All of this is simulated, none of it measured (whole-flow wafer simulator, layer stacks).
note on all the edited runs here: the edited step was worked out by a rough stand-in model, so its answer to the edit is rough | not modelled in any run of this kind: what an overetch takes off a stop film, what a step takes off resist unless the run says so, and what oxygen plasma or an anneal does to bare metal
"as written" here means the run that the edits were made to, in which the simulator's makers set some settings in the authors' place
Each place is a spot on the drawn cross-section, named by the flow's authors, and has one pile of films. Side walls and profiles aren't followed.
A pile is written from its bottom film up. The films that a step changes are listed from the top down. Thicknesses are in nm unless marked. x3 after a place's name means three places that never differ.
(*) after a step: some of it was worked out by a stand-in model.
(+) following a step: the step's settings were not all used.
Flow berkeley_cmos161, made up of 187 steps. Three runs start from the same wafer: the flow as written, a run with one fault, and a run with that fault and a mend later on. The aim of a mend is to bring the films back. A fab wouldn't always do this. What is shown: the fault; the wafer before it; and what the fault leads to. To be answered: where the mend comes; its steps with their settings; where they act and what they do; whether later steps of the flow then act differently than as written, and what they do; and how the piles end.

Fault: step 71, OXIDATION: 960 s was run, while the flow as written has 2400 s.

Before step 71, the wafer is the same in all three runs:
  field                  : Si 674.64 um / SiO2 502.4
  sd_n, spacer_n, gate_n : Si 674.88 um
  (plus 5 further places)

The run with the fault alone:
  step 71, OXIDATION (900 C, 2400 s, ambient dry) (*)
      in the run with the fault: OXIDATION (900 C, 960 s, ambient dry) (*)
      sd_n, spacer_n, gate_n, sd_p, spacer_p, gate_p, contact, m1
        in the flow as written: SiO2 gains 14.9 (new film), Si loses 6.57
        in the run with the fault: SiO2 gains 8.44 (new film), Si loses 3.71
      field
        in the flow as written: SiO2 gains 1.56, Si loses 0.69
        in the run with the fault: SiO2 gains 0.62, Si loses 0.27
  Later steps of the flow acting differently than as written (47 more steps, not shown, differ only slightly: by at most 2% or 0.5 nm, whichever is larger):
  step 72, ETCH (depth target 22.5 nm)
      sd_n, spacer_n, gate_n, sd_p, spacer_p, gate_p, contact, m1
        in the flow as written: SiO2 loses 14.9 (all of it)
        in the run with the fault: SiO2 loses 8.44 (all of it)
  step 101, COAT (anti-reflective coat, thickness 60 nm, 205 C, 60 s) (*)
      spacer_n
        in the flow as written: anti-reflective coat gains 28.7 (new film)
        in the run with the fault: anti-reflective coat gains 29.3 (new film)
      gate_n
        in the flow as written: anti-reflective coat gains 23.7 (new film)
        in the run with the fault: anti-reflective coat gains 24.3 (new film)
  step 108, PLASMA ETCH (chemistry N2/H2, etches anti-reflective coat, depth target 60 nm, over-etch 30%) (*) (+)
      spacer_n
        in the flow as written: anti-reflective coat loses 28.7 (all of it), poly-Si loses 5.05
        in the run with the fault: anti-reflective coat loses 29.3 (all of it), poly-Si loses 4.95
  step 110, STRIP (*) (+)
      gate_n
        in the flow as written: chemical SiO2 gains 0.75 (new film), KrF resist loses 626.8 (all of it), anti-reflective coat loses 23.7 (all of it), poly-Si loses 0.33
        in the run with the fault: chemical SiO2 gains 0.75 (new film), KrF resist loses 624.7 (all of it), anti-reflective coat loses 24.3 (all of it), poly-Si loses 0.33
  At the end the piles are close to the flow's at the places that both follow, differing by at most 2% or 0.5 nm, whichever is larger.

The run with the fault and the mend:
  After step 71 comes the mend.
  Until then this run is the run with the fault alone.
  step 71a, OXIDATION (900 C, 1440 s, ambient dry) (*) (the flow's step 71, run once more with other settings)
      sd_n, spacer_n, gate_n, sd_p, spacer_p, gate_p, contact, m1
        SiO2 gains 6.5, Si loses 2.86
      field
        SiO2 gains 0.93, Si loses 0.41
  Every later step of the flow that is run acts as written at every place that is followed.
  At every place that both follow, the piles at the end match the flow's.
